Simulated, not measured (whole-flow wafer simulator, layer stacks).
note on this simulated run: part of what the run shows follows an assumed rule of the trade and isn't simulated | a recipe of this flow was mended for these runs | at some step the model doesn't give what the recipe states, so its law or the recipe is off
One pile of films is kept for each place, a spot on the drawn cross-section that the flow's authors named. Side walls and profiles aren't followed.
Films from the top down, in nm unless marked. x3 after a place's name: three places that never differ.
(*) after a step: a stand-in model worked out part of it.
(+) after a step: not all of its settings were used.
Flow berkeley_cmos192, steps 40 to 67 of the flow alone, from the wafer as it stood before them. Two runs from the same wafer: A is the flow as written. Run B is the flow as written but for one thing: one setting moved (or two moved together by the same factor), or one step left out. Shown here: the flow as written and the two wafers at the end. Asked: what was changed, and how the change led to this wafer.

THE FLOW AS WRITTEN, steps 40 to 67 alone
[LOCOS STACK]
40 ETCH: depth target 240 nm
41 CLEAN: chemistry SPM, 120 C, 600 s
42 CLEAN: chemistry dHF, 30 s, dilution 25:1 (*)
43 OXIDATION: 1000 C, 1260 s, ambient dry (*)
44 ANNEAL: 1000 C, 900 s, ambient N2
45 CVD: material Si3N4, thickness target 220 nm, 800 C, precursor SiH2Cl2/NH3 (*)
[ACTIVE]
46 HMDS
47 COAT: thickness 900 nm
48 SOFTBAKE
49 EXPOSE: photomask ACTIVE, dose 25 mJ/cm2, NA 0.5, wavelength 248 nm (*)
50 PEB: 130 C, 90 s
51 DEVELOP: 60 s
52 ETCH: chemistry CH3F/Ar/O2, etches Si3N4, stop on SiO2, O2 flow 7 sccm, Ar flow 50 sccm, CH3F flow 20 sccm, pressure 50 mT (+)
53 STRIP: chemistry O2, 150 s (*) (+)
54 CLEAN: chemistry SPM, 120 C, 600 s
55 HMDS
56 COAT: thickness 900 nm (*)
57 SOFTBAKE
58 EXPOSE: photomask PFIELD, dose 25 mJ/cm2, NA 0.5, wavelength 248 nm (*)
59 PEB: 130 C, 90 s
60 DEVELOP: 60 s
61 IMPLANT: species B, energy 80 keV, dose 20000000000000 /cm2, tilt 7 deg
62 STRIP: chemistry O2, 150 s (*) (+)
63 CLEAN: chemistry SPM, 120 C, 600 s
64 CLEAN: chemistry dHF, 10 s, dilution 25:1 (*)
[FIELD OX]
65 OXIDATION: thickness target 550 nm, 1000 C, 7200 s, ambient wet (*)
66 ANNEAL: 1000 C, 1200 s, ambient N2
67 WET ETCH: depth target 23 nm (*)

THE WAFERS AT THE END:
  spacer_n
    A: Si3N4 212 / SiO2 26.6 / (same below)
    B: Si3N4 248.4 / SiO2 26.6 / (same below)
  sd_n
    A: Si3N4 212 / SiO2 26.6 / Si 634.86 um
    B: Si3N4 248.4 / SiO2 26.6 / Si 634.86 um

The cause: step 45, CVD: 812 C was run, where the flow has 800 C.

How the change led to this, step by step:
  45 CVD: material Si3N4, thickness target 220 nm, 800 C, precursor SiH2Cl2/NH3 (*)
      field, sd_n, spacer_n and 6 more: A Si3N4 +220 (new film) | B Si3N4 +256.4 (new film)
  52 ETCH: chemistry CH3F/Ar/O2, etches Si3N4, stop on SiO2, O2 flow 7 sccm, Ar flow 50 sccm, CH3F flow 20 sccm, pressure 50 mT (+)
      sd_n, spacer_n, gate, sd_p, spacer_p, gate_p, contact, m1: A KrF-resist -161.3 | B KrF-resist -185.6
      field: A Si3N4 -220 (all of it), SiO2 -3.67 | B Si3N4 -256.4 (all of it), SiO2 -3.67
  53 STRIP: chemistry O2, 150 s (*) (+)
      sd_n, spacer_n, gate, sd_p, spacer_p, gate_p, contact, m1: A KrF-resist -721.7 (all of it) | B KrF-resist -697.5 (all of it)
  56 COAT: thickness 900 nm (*)
      sd_n: A KrF-resist +785.2 (new film) | B KrF-resist +766.7 (new film)
      m1: A KrF-resist +787.2 (new film) | B KrF-resist +769.7 (new film)
  62 STRIP: chemistry O2, 150 s (*) (+)
      sd_n: A KrF-resist -768.5 (all of it) | B KrF-resist -750.1 (all of it)
      m1: A KrF-resist -770.6 (all of it) | B KrF-resist -753.1 (all of it)
  65 OXIDATION: thickness target 550 nm, 1000 C, 7200 s, ambient wet (*)
      sd_n, sd_p: A SiO2 +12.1 (new film), Si3N4 -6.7, SiO2 +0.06, Si -0.06 | B SiO2 +12.1 (new film), Si3N4 -6.7
      gate: A SiO2 +12.1 (new film), Si3N4 -6.7, SiO2 +0.05, Si -0.05 | B SiO2 +12.1 (new film), Si3N4 -6.7
